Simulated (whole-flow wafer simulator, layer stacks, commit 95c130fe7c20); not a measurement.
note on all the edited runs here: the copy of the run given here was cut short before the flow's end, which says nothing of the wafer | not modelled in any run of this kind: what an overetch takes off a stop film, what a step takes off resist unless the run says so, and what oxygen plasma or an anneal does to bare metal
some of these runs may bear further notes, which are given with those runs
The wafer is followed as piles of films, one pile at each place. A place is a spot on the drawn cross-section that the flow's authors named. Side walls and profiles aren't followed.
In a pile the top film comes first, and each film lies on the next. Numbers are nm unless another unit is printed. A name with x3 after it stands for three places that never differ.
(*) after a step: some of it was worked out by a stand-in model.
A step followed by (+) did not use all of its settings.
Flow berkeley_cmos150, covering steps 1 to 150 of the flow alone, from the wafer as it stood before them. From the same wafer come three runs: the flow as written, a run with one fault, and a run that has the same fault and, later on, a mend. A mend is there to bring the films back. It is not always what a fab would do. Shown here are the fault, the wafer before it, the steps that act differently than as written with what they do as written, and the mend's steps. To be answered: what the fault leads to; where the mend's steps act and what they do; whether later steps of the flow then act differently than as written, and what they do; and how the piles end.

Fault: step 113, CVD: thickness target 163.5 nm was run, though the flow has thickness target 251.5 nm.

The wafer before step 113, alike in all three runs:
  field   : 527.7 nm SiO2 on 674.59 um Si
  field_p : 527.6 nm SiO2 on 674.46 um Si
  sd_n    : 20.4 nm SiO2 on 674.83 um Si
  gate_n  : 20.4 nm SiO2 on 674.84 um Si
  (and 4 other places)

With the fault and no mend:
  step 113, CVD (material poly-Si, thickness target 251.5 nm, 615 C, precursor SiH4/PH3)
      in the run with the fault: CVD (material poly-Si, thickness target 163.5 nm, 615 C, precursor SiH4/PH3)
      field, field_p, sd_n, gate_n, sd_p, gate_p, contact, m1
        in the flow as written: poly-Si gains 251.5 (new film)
        in the run with the fault: poly-Si gains 163.5 (new film)
  Later steps of the flow acting differently than as written (not shown: 8 more steps that differ only slightly, by at most 2% or 0.5 nm, whichever is larger):
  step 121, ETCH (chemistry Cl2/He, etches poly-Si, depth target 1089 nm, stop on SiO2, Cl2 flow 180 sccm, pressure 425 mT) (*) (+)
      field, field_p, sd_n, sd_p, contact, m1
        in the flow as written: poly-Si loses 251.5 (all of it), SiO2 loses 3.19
        in the run with the fault: poly-Si loses 163.5 (all of it), SiO2 loses 3.19
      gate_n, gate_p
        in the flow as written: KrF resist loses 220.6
        in the run with the fault: KrF resist loses 157.7
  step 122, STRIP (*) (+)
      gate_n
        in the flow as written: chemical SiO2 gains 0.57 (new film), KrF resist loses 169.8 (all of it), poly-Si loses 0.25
        in the run with the fault: chemical SiO2 gains 0.61 (new film), KrF resist loses 230.4 (all of it), poly-Si loses 0.27
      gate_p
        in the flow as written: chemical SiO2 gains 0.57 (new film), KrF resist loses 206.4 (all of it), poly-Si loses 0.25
        in the run with the fault: chemical SiO2 gains 0.61 (new film), KrF resist loses 266.6 (all of it), poly-Si loses 0.27
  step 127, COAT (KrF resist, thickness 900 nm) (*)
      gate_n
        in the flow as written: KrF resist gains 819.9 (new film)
        in the run with the fault: KrF resist gains 879.7 (new film)
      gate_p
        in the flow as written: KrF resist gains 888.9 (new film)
        in the run with the fault: KrF resist gains 949.8 (new film)
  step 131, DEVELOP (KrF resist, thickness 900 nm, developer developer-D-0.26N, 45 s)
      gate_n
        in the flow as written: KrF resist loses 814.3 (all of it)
        in the run with the fault: KrF resist loses 873.7 (all of it)
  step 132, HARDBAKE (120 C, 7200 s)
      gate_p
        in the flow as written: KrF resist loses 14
        in the run with the fault: KrF resist loses 15
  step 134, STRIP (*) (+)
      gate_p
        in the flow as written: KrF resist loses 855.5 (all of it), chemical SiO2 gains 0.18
        in the run with the fault: KrF resist loses 914.9 (all of it), chemical SiO2 gains 0.18
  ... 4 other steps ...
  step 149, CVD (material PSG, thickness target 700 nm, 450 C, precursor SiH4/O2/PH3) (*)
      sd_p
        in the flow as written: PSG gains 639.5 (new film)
        in the run with the fault: PSG gains 683 (new film)
  By the end, the piles at gate_n, sd_p, gate_p depart from the flow's by more than 2% or 0.5 nm, whichever is larger.
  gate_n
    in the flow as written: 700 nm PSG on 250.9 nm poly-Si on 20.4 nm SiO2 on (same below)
    in the run with the fault: 700 nm PSG on 162.9 nm poly-Si on 20.4 nm SiO2 on (same below)
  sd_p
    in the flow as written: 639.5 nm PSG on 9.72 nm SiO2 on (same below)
    in the run with the fault: 683 nm PSG on 9.72 nm SiO2 on (same below)
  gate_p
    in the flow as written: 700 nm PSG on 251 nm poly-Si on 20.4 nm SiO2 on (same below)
    in the run with the fault: 690.5 nm PSG on 163 nm poly-Si on 20.4 nm SiO2 on (same below)

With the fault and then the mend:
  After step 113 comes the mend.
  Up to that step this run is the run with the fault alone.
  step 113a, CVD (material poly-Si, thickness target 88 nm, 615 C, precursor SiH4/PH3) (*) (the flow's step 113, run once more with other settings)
      field, field_p, sd_n, gate_n, sd_p, gate_p, contact, m1
        poly-Si gains 88
  None of the later steps of the flow differs from how it acts as written, at any place that is followed, by more than 2% or 0.5 nm, whichever is larger.
  By the end, the piles equal the flow's at every place that both follow.
